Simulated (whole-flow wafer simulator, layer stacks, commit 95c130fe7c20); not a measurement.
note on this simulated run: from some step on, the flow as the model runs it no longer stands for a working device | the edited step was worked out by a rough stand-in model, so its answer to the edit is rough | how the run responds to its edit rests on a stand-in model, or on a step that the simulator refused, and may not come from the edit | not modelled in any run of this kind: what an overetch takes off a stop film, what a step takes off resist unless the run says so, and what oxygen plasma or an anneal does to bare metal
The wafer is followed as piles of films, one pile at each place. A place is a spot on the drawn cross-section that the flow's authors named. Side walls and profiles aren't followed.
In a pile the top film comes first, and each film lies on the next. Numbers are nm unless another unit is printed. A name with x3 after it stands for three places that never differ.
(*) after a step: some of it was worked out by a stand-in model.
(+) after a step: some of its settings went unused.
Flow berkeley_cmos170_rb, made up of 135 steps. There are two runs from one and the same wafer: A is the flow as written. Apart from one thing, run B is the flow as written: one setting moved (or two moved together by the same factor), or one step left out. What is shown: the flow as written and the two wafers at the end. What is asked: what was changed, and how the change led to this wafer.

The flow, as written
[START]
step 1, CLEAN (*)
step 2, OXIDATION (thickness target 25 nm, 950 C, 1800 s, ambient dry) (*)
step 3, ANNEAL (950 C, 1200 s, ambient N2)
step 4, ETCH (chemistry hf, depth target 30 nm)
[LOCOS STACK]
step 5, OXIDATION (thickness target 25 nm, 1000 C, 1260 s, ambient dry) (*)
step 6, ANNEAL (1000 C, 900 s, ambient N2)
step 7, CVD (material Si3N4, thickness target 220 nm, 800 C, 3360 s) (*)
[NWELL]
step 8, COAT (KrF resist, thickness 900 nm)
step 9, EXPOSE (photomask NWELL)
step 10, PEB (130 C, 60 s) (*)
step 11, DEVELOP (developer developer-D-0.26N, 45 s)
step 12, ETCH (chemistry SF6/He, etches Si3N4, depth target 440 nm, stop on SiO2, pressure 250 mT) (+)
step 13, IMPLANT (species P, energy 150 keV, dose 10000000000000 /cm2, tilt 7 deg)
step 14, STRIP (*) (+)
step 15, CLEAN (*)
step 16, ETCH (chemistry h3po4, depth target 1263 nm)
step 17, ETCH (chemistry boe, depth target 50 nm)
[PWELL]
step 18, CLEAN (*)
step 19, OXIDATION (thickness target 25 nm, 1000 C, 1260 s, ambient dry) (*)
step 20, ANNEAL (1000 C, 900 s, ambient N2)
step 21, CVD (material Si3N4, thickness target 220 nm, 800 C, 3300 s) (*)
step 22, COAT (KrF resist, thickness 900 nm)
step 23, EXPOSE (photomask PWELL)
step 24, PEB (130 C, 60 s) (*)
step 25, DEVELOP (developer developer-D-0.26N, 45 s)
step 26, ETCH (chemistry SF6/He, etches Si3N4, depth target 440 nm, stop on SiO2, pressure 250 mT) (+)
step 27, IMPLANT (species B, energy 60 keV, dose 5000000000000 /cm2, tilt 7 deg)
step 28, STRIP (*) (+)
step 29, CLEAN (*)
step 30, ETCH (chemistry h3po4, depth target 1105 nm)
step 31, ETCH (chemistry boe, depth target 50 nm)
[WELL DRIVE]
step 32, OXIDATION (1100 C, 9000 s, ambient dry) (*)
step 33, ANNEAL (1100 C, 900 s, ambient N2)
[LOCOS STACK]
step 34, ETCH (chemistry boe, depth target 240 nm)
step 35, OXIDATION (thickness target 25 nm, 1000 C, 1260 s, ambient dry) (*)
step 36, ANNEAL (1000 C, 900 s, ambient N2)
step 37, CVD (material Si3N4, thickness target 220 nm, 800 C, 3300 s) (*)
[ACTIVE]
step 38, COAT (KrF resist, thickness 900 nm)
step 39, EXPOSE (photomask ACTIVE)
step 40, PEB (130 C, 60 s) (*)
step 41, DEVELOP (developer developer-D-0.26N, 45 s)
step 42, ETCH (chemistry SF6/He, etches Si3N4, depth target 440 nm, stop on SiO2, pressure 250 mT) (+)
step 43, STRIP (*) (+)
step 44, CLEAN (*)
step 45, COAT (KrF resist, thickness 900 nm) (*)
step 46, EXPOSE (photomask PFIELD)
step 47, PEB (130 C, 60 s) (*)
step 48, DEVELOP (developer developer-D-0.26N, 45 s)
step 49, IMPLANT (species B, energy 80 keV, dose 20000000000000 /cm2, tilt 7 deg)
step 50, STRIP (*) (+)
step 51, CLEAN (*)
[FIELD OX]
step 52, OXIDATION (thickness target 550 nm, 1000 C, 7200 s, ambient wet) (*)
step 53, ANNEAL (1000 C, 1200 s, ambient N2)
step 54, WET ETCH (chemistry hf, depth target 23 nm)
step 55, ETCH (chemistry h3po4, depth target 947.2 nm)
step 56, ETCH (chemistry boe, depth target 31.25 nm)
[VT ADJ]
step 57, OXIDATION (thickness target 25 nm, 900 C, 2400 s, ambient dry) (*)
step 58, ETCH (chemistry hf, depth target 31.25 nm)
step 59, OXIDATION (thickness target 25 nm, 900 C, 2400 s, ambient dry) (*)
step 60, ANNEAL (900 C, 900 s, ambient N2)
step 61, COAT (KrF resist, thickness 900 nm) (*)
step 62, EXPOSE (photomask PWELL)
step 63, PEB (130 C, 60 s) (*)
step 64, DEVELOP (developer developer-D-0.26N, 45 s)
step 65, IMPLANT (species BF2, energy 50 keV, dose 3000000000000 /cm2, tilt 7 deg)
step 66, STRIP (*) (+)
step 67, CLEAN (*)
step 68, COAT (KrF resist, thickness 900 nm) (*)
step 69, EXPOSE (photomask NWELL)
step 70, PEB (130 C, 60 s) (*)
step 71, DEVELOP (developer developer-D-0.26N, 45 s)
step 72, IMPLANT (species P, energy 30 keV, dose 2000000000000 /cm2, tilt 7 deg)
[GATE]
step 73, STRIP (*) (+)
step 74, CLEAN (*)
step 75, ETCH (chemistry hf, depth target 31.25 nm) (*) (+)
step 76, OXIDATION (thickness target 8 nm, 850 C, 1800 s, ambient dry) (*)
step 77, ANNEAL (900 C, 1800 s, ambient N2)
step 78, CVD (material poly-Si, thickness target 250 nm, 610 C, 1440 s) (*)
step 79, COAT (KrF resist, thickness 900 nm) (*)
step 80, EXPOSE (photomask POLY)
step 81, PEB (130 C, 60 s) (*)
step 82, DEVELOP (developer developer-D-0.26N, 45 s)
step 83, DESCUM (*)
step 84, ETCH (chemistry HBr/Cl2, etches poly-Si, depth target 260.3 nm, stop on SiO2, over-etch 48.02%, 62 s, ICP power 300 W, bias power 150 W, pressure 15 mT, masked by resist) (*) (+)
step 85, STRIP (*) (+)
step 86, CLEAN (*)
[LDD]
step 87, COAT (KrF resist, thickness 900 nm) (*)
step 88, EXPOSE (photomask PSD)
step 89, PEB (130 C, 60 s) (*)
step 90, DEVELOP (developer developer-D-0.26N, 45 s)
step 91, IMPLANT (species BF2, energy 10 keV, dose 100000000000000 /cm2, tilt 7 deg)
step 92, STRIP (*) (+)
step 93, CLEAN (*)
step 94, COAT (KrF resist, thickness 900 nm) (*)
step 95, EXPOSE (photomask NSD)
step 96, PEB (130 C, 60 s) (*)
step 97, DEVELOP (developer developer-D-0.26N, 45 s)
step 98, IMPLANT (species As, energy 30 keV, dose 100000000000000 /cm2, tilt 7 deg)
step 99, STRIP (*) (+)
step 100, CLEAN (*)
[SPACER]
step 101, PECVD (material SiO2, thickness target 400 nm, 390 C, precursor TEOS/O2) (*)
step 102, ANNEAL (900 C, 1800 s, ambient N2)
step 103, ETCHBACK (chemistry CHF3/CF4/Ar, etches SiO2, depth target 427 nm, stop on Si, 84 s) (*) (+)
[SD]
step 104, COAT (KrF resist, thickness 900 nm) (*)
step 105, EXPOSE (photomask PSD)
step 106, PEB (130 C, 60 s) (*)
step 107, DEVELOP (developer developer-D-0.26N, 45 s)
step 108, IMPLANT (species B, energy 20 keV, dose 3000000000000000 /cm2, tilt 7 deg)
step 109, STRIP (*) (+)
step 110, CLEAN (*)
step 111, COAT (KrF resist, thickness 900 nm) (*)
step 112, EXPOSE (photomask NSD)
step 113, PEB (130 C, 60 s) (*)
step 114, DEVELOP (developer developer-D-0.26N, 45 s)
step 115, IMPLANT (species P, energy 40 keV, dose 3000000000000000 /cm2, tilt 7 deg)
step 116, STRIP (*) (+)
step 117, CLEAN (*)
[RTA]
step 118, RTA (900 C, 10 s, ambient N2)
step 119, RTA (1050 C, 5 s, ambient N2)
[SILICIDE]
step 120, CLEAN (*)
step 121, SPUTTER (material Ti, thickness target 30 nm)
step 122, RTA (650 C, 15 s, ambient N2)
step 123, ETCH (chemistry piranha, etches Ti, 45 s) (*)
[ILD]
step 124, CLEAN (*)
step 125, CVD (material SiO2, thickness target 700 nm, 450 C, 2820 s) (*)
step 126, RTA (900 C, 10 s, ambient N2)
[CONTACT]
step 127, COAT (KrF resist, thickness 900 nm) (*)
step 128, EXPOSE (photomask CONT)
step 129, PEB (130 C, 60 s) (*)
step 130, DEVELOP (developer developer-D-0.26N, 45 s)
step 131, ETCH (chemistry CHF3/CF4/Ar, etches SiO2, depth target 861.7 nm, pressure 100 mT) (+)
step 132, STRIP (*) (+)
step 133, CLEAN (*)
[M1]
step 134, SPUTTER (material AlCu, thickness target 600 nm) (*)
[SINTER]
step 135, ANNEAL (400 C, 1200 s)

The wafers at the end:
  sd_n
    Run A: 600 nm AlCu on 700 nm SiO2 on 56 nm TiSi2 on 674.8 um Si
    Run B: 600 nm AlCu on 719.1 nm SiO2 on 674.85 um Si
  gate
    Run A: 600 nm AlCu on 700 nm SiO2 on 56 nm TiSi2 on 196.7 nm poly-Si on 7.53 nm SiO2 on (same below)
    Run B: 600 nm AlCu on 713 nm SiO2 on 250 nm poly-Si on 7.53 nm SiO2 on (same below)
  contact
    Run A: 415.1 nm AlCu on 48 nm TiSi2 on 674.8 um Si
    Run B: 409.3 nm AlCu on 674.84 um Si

The reason: step 101, PECVD: thickness target 440 nm was run, whereas the flow has thickness target 400 nm.

The path from the change to this, step by step:
  step 101, PECVD (material SiO2, thickness target 400 nm, 390 C, precursor TEOS/O2) (*)
      field, sd_n, contact, m1: A SiO2 gains 400 | B SiO2 gains 440
      gate, gate_p: A SiO2 gains 400 (new film) | B SiO2 gains 440 (new film)
      (also at 3 further places)
  step 103, ETCHBACK (chemistry CHF3/CF4/Ar, etches SiO2, depth target 427 nm, stop on Si, 84 s) (*) (+)
      sd_n, contact, m1: A SiO2 loses 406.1 (all of it) | B SiO2 loses 427
      gate, gate_p: A SiO2 loses 400 (all of it) | B SiO2 loses 427
      (also at 1 further place)
  step 104, COAT (KrF resist, thickness 900 nm) (*)
      sd_n: A KrF resist gains 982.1 (new film) | B KrF resist gains 1005.6 (new film)
      spacer_n: A KrF resist gains 766.3 (new film) | B KrF resist gains 785.9 (new film)
      (also at 3 further places)
  step 107, DEVELOP (developer developer-D-0.26N, 45 s)
      sd_p: A KrF resist loses 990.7 (all of it) | B KrF resist loses 1039.7 (all of it)
      gate_p: A KrF resist loses 743.2 (all of it) | B KrF resist loses 787.8 (all of it)
  step 109, STRIP (*) (+)
      sd_n: A KrF resist loses 967.9 (all of it) | B KrF resist loses 991.4 (all of it)
      spacer_n: A KrF resist loses 752.1 (all of it) | B KrF resist loses 771.7 (all of it)
      (also at 2 further places)
  step 111, COAT (KrF resist, thickness 900 nm) (*)
      sd_n: A KrF resist gains 982.1 (new film) | B KrF resist gains 1005.6 (new film)
      spacer_n: A KrF resist gains 766.3 (new film) | B KrF resist gains 785.9 (new film)
      (also at 3 further places)
  step 114, DEVELOP (developer developer-D-0.26N, 45 s)
      sd_n: A KrF resist loses 982.1 (all of it) | B KrF resist loses 1005.6 (all of it)
      spacer_n: A KrF resist loses 766.3 (all of it) | B KrF resist loses 785.9 (all of it)
      (also at 1 further place)
  step 116, STRIP (*) (+)
      sd_p: A KrF resist loses 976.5 (all of it) | B KrF resist loses 1025.5 (all of it)
      gate_p: A KrF resist loses 729 (all of it) | B KrF resist loses 773.6 (all of it)
      (also at 1 further place)
  step 121, SPUTTER (material Ti, thickness target 30 nm)
      sd_p: A Ti gains 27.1 (new film) | B Ti gains 25 (new film)
  step 122, RTA (650 C, 15 s, ambient N2)
      sd_n, contact, m1: A Ti loses 23.4, TiSi first gains 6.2 (new film), TiSi2 C49 gains 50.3 (new film), Si loses 49 | B nothing
      gate, gate_p: A Ti loses 23.4, TiSi first gains 6.2 (new film), TiSi2 C49 gains 50.3 (new film), poly-Si loses 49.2 | B nothing
      (also at 1 further place)
  step 123, ETCH (chemistry piranha, etches Ti, 45 s) (*)
      sd_n, gate, gate_p, contact, m1: A Ti loses 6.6 (all of it) | B Ti loses 30 (all of it)
  step 125, CVD (material SiO2, thickness target 700 nm, 450 C, 2820 s) (*)
      sd_n, gate, gate_p, contact, m1: A SiO2 gains 700 (new film) | B SiO2 gains 700
      sd_p: A SiO2 gains 700 (new film) | B SiO2 gains 716.2 (new film)
  step 126, RTA (900 C, 10 s, ambient N2)
      sd_n, contact, m1: A under 1 film: TiSi2 gains 56 (new film), TiSi first loses 6.2 (all of it), TiSi2 C49 loses 50.3 (all of it), Si loses 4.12 | B nothing
      gate, gate_p: A under 1 film: TiSi2 gains 56 (new film), TiSi first loses 6.2 (all of it), TiSi2 C49 loses 50.3 (all of it), poly-Si loses 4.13 | B nothing
      (also at 1 further place)
  step 127, COAT (KrF resist, thickness 900 nm) (*)
      gate: A KrF resist gains 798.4 (new film) | B KrF resist gains 822.3 (new film)
      gate_p: A KrF resist gains 800.1 (new film) | B KrF resist gains 823.5 (new film)
  step 131, ETCH (chemistry CHF3/CF4/Ar, etches SiO2, depth target 861.7 nm, pressure 100 mT) (+)
      contact: A SiO2 loses 700 (all of it), TiSi2 loses 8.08 | B SiO2 loses 719.1 (all of it), Si loses 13
  step 132, STRIP (*) (+)
      gate: A KrF resist loses 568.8 (all of it) | B KrF resist loses 592.7 (all of it)
      sd_p: A KrF resist loses 810.2 (all of it) | B KrF resist loses 828.6 (all of it)
      (also at 1 further place)
  step 134, SPUTTER (material AlCu, thickness target 600 nm) (*)
      sd_p: A AlCu gains 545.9 (new film) | B AlCu gains 534.6 (new film)
